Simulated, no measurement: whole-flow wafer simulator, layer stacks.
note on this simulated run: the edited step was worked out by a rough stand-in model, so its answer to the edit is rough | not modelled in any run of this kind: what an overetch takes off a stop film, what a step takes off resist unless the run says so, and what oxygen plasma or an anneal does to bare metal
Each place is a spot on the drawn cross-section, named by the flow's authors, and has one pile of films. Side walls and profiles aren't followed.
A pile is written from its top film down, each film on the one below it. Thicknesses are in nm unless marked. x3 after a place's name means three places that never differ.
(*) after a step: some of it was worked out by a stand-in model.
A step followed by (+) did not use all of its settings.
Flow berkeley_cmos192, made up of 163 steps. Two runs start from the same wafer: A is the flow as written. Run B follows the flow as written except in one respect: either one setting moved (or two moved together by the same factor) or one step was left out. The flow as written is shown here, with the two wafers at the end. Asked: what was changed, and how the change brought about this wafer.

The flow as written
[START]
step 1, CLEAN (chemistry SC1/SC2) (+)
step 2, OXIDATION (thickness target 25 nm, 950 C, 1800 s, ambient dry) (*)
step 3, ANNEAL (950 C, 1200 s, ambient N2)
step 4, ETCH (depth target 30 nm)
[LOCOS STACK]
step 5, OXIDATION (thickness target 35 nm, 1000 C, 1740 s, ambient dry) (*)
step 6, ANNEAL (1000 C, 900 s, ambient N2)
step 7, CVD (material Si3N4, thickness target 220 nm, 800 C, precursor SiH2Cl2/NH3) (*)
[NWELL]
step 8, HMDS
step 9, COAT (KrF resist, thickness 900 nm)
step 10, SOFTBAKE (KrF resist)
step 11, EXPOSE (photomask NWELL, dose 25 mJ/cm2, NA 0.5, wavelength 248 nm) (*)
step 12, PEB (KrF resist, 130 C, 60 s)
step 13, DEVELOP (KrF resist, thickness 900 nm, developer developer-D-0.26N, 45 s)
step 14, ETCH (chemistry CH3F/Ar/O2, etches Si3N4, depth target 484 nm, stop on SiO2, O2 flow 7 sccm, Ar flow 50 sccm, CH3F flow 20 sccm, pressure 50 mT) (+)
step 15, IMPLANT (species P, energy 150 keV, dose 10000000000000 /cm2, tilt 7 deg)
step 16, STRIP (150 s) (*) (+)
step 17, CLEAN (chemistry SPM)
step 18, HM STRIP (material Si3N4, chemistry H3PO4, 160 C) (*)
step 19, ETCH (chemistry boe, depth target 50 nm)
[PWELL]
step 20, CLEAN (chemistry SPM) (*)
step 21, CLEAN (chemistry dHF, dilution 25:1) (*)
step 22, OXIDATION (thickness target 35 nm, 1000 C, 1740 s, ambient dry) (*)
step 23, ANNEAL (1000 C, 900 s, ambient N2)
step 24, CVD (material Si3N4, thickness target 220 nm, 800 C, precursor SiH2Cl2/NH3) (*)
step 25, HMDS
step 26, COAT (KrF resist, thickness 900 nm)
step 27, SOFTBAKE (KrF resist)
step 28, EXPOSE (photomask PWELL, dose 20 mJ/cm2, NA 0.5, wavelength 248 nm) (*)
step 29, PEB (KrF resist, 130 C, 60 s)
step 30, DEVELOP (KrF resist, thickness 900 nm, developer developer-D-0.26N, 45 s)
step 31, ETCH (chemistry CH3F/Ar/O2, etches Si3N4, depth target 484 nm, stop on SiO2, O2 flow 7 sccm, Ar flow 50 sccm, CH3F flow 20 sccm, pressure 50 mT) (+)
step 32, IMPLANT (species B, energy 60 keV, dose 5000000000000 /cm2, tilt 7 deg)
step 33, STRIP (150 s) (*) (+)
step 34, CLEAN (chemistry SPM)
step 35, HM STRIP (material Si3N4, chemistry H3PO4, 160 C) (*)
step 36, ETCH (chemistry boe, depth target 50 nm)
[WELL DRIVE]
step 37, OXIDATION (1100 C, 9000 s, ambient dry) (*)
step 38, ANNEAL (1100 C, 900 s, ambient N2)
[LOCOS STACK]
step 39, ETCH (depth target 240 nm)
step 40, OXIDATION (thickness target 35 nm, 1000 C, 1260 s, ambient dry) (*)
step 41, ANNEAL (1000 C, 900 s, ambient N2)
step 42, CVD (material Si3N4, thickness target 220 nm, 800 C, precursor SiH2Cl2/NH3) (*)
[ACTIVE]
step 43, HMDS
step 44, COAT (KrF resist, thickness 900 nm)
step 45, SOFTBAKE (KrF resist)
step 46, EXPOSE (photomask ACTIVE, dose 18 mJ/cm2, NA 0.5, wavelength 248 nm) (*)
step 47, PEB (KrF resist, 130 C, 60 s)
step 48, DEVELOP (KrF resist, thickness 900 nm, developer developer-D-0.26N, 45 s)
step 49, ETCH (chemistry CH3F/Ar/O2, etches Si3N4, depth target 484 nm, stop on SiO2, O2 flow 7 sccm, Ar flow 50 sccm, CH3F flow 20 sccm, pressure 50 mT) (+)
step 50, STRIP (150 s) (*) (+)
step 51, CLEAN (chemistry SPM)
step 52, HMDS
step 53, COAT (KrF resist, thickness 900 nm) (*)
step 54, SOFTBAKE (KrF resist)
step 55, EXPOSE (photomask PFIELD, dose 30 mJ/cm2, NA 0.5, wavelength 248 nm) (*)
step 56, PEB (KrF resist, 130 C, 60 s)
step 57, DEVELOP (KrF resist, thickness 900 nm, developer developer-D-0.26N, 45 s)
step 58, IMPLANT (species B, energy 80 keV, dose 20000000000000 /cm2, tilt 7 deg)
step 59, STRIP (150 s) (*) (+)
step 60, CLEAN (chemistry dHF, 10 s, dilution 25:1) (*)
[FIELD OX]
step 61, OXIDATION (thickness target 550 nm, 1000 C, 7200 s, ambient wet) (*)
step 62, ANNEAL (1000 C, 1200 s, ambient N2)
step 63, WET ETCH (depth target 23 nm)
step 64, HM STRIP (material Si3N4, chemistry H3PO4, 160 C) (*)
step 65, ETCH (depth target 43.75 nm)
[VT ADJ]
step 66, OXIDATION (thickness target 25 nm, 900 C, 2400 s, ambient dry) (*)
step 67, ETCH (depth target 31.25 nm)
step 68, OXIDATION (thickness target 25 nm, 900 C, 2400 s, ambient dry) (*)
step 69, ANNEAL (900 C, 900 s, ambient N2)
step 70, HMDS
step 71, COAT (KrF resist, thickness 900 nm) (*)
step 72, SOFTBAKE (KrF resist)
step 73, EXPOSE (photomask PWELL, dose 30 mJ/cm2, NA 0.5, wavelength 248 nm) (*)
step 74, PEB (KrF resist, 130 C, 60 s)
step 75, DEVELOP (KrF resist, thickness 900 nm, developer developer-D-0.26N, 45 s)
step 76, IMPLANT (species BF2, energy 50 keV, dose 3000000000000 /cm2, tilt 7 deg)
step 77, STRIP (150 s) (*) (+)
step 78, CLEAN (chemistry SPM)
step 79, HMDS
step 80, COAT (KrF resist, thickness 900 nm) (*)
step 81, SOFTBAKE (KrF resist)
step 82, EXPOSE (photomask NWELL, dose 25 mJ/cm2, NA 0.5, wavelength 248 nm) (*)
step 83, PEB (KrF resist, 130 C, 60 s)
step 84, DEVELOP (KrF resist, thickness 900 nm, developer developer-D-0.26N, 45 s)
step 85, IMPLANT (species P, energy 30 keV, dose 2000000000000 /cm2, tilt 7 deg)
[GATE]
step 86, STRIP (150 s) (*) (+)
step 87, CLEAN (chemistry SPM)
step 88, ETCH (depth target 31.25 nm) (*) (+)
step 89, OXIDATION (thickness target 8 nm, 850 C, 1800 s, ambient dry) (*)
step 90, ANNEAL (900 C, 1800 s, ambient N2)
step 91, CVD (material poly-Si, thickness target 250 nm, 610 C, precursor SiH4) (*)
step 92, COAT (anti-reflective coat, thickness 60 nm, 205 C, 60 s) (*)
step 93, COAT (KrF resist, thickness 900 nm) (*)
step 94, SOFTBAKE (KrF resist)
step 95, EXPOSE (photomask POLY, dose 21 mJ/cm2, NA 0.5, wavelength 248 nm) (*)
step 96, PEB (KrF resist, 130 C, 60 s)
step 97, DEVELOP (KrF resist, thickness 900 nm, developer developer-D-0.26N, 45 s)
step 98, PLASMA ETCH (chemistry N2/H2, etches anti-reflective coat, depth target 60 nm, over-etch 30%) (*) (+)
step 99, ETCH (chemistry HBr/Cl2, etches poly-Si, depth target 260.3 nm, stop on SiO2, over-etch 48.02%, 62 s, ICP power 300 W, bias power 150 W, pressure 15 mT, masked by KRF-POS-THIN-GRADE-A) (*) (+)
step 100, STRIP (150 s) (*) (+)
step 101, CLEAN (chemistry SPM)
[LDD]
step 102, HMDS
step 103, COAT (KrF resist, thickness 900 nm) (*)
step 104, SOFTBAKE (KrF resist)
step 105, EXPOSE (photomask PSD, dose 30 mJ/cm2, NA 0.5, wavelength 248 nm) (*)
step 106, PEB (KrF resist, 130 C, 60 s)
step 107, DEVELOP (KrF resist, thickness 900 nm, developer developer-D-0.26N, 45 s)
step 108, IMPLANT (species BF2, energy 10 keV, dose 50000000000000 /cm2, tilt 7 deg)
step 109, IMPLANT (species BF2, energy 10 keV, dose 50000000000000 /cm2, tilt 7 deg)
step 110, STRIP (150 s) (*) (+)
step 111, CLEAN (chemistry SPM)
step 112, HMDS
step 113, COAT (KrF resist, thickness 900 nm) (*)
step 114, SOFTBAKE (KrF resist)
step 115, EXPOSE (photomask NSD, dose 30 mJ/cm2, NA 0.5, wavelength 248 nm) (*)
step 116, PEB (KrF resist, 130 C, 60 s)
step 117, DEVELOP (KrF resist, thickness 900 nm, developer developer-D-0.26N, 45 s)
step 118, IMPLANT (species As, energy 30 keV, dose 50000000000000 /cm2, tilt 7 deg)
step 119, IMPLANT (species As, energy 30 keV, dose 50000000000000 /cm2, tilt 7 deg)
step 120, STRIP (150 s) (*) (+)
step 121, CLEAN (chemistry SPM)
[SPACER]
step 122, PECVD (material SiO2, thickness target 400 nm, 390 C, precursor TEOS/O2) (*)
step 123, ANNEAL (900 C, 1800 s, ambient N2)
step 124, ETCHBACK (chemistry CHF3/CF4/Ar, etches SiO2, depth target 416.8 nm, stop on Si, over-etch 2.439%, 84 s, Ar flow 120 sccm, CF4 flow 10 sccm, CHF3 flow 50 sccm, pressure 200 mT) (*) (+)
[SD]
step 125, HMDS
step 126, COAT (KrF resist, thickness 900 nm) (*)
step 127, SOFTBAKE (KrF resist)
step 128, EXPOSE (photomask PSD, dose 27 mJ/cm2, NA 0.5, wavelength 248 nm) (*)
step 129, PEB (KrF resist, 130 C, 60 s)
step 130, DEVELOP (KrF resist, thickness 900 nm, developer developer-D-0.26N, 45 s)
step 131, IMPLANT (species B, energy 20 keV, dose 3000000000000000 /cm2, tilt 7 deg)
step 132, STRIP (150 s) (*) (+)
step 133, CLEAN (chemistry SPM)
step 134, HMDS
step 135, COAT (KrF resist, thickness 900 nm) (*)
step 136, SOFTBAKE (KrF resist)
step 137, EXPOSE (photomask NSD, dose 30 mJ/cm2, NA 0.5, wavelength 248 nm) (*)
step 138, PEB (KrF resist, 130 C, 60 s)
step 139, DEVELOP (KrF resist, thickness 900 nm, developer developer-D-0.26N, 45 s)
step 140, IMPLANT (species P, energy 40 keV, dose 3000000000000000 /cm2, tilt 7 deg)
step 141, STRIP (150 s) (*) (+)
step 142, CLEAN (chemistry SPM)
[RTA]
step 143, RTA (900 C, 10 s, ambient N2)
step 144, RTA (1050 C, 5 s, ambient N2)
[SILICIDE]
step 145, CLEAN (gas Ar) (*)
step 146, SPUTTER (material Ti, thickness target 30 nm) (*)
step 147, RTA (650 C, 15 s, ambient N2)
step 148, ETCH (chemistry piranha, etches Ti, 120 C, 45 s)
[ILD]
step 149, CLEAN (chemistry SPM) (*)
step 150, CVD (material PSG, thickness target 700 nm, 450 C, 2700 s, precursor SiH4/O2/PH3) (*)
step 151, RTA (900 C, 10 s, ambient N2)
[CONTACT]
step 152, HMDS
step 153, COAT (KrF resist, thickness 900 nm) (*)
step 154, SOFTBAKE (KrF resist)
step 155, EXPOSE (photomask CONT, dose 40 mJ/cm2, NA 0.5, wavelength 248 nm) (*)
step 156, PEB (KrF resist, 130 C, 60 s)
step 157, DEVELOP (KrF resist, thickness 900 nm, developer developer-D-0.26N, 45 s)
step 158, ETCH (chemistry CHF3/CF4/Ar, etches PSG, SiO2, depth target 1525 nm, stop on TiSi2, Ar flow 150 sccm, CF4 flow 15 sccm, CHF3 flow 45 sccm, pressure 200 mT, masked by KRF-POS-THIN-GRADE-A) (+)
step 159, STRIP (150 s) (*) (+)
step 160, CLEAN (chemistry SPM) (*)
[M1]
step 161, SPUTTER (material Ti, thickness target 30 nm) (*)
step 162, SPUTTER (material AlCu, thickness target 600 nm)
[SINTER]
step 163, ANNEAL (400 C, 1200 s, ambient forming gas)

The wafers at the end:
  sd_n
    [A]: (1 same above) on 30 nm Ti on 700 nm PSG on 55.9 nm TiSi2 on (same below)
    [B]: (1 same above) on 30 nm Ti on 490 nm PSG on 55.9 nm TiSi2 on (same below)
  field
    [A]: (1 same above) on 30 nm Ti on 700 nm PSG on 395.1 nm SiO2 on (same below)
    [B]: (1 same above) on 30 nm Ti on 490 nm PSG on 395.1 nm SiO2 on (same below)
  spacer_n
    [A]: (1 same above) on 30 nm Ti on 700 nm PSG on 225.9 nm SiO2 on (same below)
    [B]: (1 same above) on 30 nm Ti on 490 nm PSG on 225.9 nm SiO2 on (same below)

Cause: step 150, CVD: thickness target 490 nm was run, whereas the flow has thickness target 700 nm.
The wafer lets one read it off: sd_n has PSG 490, and step 150 as written asks for 700 nm.

The path from the change to this, step by step:
  step 150, CVD (material PSG, thickness target 700 nm, 450 C, 2700 s, precursor SiH4/O2/PH3) (*)
      field, sd_n, spacer_n, gate, spacer_p, gate_p, contact, m1: A +700 PSG (new film) | B +490 PSG (new film)
      sd_p: A +665.5 PSG (new film) | B +468.1 PSG (new film)
  step 158, ETCH (chemistry CHF3/CF4/Ar, etches PSG, SiO2, depth target 1525 nm, stop on TiSi2, Ar flow 150 sccm, CF4 flow 15 sccm, CHF3 flow 45 sccm, pressure 200 mT, masked by KRF-POS-THIN-GRADE-A) (+)
      field, sd_n, spacer_n, gate, sd_p, spacer_p, gate_p, m1: A -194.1 KrF resist | B -141.6 KrF resist
      contact: A -700 PSG (all of it), -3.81 TiSi2 | B -490 PSG (all of it), -3.81 TiSi2
  step 159, STRIP (150 s) (*) (+)
      field: A -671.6 KrF resist (all of it) | B -721.1 KrF resist (all of it)
      sd_n: A -792.3 KrF resist (all of it) | B -843.5 KrF resist (all of it)
      (and at 6 other places as well)
  step 161, SPUTTER (material Ti, thickness target 30 nm) (*)
      contact: A +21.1 Ti (new film) | B +23.6 Ti (new film)
  step 162, SPUTTER (material AlCu, thickness target 600 nm)
      contact: A +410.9 AlCu (new film) | B +467.2 AlCu (new film)
